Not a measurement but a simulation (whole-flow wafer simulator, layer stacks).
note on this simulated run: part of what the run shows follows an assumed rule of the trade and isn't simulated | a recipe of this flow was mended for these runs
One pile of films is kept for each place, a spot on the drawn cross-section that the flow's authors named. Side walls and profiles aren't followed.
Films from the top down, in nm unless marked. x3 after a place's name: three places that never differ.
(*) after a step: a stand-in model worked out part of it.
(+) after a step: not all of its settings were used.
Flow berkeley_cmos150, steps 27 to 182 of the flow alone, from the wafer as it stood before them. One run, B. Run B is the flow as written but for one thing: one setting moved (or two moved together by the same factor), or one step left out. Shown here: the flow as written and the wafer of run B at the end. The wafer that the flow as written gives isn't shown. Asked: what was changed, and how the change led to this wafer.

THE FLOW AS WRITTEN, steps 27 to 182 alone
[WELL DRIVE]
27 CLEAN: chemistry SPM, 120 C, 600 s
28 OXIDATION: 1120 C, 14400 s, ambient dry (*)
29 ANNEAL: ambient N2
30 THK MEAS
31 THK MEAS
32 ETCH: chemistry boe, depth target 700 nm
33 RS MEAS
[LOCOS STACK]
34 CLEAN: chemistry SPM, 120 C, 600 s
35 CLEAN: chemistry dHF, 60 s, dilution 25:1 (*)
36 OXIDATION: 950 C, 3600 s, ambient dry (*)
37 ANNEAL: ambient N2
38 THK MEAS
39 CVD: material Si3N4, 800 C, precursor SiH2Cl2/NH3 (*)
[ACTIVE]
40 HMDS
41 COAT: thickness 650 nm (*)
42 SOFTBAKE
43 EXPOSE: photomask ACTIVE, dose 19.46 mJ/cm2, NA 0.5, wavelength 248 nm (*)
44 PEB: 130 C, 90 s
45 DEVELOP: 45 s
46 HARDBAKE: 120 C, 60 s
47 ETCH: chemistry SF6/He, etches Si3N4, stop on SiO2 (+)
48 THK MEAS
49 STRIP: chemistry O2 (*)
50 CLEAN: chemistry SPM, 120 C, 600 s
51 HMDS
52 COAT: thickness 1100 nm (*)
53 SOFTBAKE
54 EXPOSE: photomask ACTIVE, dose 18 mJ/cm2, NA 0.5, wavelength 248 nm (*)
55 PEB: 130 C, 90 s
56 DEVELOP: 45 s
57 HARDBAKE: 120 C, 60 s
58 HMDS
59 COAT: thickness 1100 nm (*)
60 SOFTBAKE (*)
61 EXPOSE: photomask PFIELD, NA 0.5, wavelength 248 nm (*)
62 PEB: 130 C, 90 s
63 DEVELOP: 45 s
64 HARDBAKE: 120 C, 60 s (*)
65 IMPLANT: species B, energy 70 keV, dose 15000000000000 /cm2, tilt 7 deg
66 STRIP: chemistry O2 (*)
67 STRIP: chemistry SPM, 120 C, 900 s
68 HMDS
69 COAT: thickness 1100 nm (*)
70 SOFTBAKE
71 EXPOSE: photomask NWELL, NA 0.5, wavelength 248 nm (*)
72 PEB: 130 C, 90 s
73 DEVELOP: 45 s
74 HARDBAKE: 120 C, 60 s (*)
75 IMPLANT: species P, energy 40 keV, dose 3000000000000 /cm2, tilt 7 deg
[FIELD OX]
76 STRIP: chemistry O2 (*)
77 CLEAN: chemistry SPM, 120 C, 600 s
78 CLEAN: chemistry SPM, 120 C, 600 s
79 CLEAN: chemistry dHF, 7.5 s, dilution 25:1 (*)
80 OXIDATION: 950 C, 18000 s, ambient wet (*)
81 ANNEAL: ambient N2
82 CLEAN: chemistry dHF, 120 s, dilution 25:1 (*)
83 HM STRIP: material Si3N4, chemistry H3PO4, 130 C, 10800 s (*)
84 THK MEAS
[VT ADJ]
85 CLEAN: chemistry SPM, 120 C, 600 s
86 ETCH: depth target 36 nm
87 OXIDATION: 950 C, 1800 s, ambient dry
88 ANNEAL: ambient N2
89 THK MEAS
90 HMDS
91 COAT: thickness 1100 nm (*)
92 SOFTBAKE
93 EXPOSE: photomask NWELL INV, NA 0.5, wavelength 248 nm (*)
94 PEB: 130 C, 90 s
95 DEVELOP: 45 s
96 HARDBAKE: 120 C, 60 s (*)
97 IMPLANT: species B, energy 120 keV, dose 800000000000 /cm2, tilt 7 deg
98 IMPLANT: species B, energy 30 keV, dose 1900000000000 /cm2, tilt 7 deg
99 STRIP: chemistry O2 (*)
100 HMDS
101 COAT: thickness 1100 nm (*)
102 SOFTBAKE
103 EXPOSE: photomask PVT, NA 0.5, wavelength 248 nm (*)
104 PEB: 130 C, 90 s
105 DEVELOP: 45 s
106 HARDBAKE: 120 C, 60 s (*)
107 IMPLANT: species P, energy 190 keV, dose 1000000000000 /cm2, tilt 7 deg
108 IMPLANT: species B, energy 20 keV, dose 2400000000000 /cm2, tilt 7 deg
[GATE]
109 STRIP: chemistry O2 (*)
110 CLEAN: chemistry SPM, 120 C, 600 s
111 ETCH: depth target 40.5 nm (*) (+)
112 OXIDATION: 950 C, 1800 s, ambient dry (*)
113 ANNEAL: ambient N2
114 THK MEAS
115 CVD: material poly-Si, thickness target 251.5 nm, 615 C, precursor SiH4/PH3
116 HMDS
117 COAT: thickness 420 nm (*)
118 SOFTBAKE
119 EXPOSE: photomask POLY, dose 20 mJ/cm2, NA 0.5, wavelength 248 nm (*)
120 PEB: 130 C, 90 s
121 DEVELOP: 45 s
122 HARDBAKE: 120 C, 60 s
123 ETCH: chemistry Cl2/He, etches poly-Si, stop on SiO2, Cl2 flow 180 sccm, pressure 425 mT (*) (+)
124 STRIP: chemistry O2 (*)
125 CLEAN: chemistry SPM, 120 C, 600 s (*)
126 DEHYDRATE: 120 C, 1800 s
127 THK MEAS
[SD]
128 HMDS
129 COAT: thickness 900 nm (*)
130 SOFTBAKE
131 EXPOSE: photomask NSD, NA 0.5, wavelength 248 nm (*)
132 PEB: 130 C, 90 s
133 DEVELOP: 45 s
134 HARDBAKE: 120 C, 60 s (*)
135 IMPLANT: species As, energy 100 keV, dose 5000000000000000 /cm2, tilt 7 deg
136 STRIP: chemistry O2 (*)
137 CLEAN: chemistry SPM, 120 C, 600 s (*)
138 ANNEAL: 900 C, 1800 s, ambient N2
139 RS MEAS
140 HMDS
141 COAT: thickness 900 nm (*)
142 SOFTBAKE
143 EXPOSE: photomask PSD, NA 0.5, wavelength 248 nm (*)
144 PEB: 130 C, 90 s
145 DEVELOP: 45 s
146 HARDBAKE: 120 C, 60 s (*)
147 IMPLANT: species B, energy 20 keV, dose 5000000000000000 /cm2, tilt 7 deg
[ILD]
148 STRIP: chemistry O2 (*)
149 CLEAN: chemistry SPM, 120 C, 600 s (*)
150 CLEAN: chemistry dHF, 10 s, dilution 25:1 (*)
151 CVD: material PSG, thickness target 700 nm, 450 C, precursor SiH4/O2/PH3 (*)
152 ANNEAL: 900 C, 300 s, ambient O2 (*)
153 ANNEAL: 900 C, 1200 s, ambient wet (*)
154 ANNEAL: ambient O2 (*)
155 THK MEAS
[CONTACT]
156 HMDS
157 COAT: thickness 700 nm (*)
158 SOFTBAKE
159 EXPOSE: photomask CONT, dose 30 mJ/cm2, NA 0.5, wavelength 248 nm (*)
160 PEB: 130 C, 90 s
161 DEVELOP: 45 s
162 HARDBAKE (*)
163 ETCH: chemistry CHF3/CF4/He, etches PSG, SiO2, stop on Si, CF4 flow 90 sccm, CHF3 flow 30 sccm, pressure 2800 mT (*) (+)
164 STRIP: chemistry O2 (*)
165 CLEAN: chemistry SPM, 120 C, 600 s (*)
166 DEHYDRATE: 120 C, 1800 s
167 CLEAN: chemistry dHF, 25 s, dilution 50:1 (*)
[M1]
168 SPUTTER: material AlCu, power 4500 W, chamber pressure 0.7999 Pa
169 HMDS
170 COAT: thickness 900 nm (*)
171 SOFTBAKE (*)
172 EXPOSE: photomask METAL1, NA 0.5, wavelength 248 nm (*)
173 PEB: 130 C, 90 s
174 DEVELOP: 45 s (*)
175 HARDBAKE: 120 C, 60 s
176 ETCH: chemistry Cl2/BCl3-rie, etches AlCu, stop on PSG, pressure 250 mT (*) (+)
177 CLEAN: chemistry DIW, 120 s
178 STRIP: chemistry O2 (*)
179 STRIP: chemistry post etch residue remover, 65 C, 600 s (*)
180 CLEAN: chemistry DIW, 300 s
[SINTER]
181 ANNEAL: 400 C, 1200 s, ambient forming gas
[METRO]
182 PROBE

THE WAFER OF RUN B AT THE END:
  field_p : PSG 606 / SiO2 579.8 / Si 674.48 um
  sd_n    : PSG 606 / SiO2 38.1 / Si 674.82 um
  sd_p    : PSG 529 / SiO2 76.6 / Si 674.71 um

The cause: step 32, ETCH: depth target 430 nm was run, where the flow has depth target 700 nm.

How the change led to this, step by step:
  32 ETCH: chemistry boe, depth target 700 nm
      field_p, sd_p, gate_p: SiO2 -430 (as written it would be: SiO2 -555.5 (all of it))
  34 CLEAN: chemistry SPM, 120 C, 600 s
      field_p, sd_p, gate_p: nothing (as written it would be: chemical SiO2 +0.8 (new film), Si -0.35)
  35 CLEAN: chemistry dHF, 60 s, dilution 25:1 (*)
      field_p, sd_p, gate_p: SiO2 -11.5 (as written it would be: chemical SiO2 -0.8 (all of it))
  36 OXIDATION: 950 C, 3600 s, ambient dry (*)
      field_p, sd_p, gate_p: SiO2 +12.9, Si -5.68 (as written it would be: SiO2 +31.5 (new film), Si -13.8)
  41 COAT: thickness 650 nm (*)
      field_p: KrF-resist +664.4 (new film) (as written it would be: KrF-resist +715.2 (new film))
      sd_p: KrF-resist +660 (new film) (as written it would be: KrF-resist +694.3 (new film))
      (and at 1 more place)
  45 DEVELOP: 45 s
      field_p: KrF-resist -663 (all of it) (as written it would be: KrF-resist -713.6 (all of it))
  46 HARDBAKE: 120 C, 60 s
      sd_p: KrF-resist -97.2 (as written it would be: KrF-resist -102.4)
      gate_p: KrF-resist -97.1 (as written it would be: KrF-resist -101.7)
  49 STRIP: chemistry O2 (*)
      sd_n: KrF-resist -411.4 (all of it) (as written it would be: KrF-resist -400.9 (all of it))
      sd_p: KrF-resist -423.2 (all of it) (as written it would be: KrF-resist -452.2 (all of it))
      (and at 1 more place)
  52 COAT: thickness 1100 nm (*)
      field: thick-KrF-resist +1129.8 (new film) (as written it would be: thick-KrF-resist +1106.9 (new film))
      field_p: thick-KrF-resist +1155 (new film) (as written it would be: thick-KrF-resist +1219.5 (new film))
      (and at 2 more places)
  56 DEVELOP: 45 s
      field: thick-KrF-resist -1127 (all of it) (as written it would be: thick-KrF-resist -1104.2 (all of it))
      field_p: thick-KrF-resist -1152.2 (all of it) (as written it would be: thick-KrF-resist -1216.4 (all of it))
  57 HARDBAKE: 120 C, 60 s
      sd_p: thick-KrF-resist -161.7 (as written it would be: thick-KrF-resist -169.9)
      gate_p: thick-KrF-resist -162.8 (as written it would be: thick-KrF-resist -170.5)
  59 COAT: thickness 1100 nm (*)
      field_p: thick-KrF-resist +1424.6 (new film) (as written it would be: thick-KrF-resist +1495 (new film))
      sd_p: thick-KrF-resist +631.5 (as written it would be: thick-KrF-resist +652.6)
      (and at 1 more place)
  66 STRIP: chemistry O2 (*)
      field_p: thick-KrF-resist -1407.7 (all of it) (as written it would be: thick-KrF-resist -1477.9 (all of it))
      sd_p: thick-KrF-resist -1498.3 (all of it) (as written it would be: thick-KrF-resist -1563.6 (all of it))
      (and at 1 more place)
  69 COAT: thickness 1100 nm (*)
      field: thick-KrF-resist +1129.8 (new film) (as written it would be: thick-KrF-resist +1106.9 (new film))
      field_p: thick-KrF-resist +1155 (new film) (as written it would be: thick-KrF-resist +1219.5 (new film))
      (and at 2 more places)
  73 DEVELOP: 45 s
      field_p: thick-KrF-resist -1152.2 (all of it) (as written it would be: thick-KrF-resist -1216.4 (all of it))
      sd_p: thick-KrF-resist -1056.6 (all of it) (as written it would be: thick-KrF-resist -1108.9 (all of it))
      (and at 1 more place)
  76 STRIP: chemistry O2 (*)
      field: thick-KrF-resist -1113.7 (all of it) (as written it would be: thick-KrF-resist -1090.9 (all of it))
  ... 24 more steps ...
  176 ETCH: chemistry Cl2/BCl3-rie, etches AlCu, stop on PSG, pressure 250 mT (*) (+)
      field_p: AlCu -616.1 (all of it), PSG -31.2 (as written it would be: AlCu -609.8 (all of it), PSG -32)
